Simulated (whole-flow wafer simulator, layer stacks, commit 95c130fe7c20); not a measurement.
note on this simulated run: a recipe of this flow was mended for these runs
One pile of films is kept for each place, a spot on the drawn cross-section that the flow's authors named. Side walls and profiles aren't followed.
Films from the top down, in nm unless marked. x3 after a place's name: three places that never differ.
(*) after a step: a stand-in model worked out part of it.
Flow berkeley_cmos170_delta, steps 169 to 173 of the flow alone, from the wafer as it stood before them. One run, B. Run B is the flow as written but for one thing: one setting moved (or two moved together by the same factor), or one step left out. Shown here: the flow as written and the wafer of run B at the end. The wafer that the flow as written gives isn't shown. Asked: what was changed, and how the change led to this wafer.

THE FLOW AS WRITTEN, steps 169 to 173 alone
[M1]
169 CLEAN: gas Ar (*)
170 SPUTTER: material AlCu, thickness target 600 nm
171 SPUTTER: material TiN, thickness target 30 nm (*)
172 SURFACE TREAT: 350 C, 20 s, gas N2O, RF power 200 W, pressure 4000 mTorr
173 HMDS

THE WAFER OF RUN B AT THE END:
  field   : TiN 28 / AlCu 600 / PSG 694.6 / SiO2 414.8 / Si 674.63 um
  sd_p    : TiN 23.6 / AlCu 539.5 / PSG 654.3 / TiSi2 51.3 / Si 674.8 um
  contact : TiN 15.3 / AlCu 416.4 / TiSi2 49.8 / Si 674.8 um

The cause: step 171, SPUTTER: thickness target 28 nm was run, where the flow has thickness target 30 nm.
It can be read off the wafer: field has TiN 28, and step 171 as written asks for 30 nm.

How the change led to this, step by step:
  171 SPUTTER: material TiN, thickness target 30 nm (*)
      field, sd_n, spacer_n, gate, spacer_p, gate_p, m1: TiN +28 (new film) (as written it would be: TiN +30 (new film))
      sd_p: TiN +23.6 (new film) (as written it would be: TiN +25.3 (new film))
      (and at 1 more place)
